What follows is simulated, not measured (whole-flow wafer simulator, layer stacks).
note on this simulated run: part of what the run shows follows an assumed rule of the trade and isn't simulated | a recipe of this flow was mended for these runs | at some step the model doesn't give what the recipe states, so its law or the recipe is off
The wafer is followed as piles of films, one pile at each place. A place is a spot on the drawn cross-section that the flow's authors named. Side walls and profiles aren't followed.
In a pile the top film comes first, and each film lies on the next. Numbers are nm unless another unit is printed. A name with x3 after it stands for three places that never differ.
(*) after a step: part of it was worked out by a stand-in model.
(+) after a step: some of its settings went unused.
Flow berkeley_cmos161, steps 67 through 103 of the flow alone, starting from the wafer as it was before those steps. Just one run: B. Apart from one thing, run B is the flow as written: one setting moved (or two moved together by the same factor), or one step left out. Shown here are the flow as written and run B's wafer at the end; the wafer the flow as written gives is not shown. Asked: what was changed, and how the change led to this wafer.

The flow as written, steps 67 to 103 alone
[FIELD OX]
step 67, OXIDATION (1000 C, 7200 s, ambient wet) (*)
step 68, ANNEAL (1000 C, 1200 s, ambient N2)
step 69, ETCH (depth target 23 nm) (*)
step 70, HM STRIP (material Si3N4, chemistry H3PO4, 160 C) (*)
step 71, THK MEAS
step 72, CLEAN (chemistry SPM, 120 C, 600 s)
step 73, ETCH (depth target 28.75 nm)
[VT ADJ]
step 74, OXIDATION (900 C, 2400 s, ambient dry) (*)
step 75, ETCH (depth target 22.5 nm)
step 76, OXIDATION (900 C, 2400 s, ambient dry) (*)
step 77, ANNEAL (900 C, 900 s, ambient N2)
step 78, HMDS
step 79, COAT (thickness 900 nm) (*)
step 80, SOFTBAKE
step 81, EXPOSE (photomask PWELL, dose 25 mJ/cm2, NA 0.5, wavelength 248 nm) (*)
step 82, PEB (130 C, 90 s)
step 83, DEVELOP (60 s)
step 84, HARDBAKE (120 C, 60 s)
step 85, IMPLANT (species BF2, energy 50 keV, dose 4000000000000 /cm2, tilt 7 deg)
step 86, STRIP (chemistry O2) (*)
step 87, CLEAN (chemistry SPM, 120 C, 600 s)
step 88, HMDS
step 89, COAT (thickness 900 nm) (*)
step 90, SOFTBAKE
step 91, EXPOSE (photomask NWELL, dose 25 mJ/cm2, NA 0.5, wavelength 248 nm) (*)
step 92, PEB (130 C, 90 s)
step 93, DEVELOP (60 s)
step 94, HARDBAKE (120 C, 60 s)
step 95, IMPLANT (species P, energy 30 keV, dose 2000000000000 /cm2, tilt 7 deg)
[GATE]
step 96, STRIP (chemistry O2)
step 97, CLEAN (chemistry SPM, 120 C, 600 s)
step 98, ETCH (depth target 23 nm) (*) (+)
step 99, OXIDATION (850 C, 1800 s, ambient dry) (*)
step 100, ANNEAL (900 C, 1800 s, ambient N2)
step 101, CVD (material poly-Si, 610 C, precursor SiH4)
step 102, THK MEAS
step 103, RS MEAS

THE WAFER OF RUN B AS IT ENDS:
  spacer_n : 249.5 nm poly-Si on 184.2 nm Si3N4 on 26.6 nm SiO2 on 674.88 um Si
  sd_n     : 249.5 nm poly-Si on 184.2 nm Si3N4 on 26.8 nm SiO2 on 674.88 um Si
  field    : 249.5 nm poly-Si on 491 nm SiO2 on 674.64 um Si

Cause: step 69, ETCH: depth target 23 nm (*), was omitted.

How this came from the change, step by step:
  step 70, HM STRIP (material Si3N4, chemistry H3PO4, 160 C) (*)
      sd_n, spacer_n, gate_n, sd_p, spacer_p, gate_p, contact, m1: nothing (it would be, as written: -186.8 Si3N4 (all of it), -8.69 SiO2)
      field: nothing (it would be, as written: -14.5 SiO2)
  step 73, ETCH (depth target 28.75 nm)
      spacer_n, gate_n, spacer_p, gate_p, contact, m1: -12.1 SiO2 (all of it), -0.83 Si3N4 (it would be, as written: -17.9 SiO2 (all of it))
      sd_n, sd_p: -12.1 SiO2 (all of it), -0.83 Si3N4 (it would be, as written: -18.1 SiO2 (all of it))
  step 74, OXIDATION (900 C, 2400 s, ambient dry) (*)
      sd_n, spacer_n, gate_n, sd_p, spacer_p, gate_p, contact, m1: nothing (it would be, as written: +14.9 SiO2 (new film), -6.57 Si)
  step 75, ETCH (depth target 22.5 nm)
      sd_n, spacer_n, gate_n, sd_p, spacer_p, gate_p, contact, m1: -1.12 Si3N4 (it would be, as written: -14.9 SiO2 (all of it))
  step 76, OXIDATION (900 C, 2400 s, ambient dry) (*)
      sd_n, spacer_n, gate_n, sd_p, spacer_p, gate_p, contact, m1: nothing (it would be, as written: +14.9 SiO2 (new film), -6.57 Si)
  step 79, COAT (thickness 900 nm) (*)
      field: +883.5 KrF-resist (new film) (it would be, as written: +838.3 KrF-resist (new film))
      sd_n: +931.1 KrF-resist (new film) (it would be, as written: +1020.9 KrF-resist (new film))
      (and at 7 other places as well)
  step 83, DEVELOP (60 s)
      field: -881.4 KrF-resist (all of it) (it would be, as written: -836.4 KrF-resist (all of it))
      sd_n: -928.9 KrF-resist (all of it) (it would be, as written: -1018.4 KrF-resist (all of it))
      (and at 4 other places as well)
  step 84, HARDBAKE (120 C, 60 s)
      sd_p: -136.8 KrF-resist (it would be, as written: -147.7 KrF-resist)
      spacer_p: -136.2 KrF-resist (it would be, as written: -144.7 KrF-resist)
      (and at 1 other place as well)
  step 86, STRIP (chemistry O2) (*)
      sd_p: -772 KrF-resist (all of it) (it would be, as written: -834.2 KrF-resist (all of it))
      spacer_p: -768.2 KrF-resist (all of it) (it would be, as written: -816.9 KrF-resist (all of it))
      (and at 1 other place as well)
  step 89, COAT (thickness 900 nm) (*)
      field: +883.5 KrF-resist (new film) (it would be, as written: +838.3 KrF-resist (new film))
      sd_n: +931.1 KrF-resist (new film) (it would be, as written: +1020.9 KrF-resist (new film))
      (and at 7 other places as well)
  step 93, DEVELOP (60 s)
      sd_p: -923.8 KrF-resist (all of it) (it would be, as written: -996.9 KrF-resist (all of it))
      spacer_p: -919.3 KrF-resist (all of it) (it would be, as written: -976.5 KrF-resist (all of it))
      (and at 1 other place as well)
  step 94, HARDBAKE (120 C, 60 s)
      spacer_n, gate_n: -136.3 KrF-resist (it would be, as written: -145.2 KrF-resist)
      field: -130.5 KrF-resist (it would be, as written: -123.7 KrF-resist)
      (and at 3 other places as well)
  step 96, STRIP (chemistry O2)
      field: -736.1 KrF-resist (all of it) (it would be, as written: -697.7 KrF-resist (all of it))
      sd_n: -776.4 KrF-resist (all of it) (it would be, as written: -852.5 KrF-resist (all of it))
      (and at 4 other places as well)
  step 98, ETCH (depth target 23 nm) (*) (+)
      sd_n, spacer_n, gate_n, sd_p, spacer_p, gate_p, contact, m1: -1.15 Si3N4 (it would be, as written: -14.9 SiO2 (all of it))
  step 99, OXIDATION (850 C, 1800 s, ambient dry) (*)
      sd_n, spacer_n, gate_n, sd_p, spacer_p, gate_p, contact, m1: nothing (it would be, as written: +7.48 SiO2 (new film), -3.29 Si)
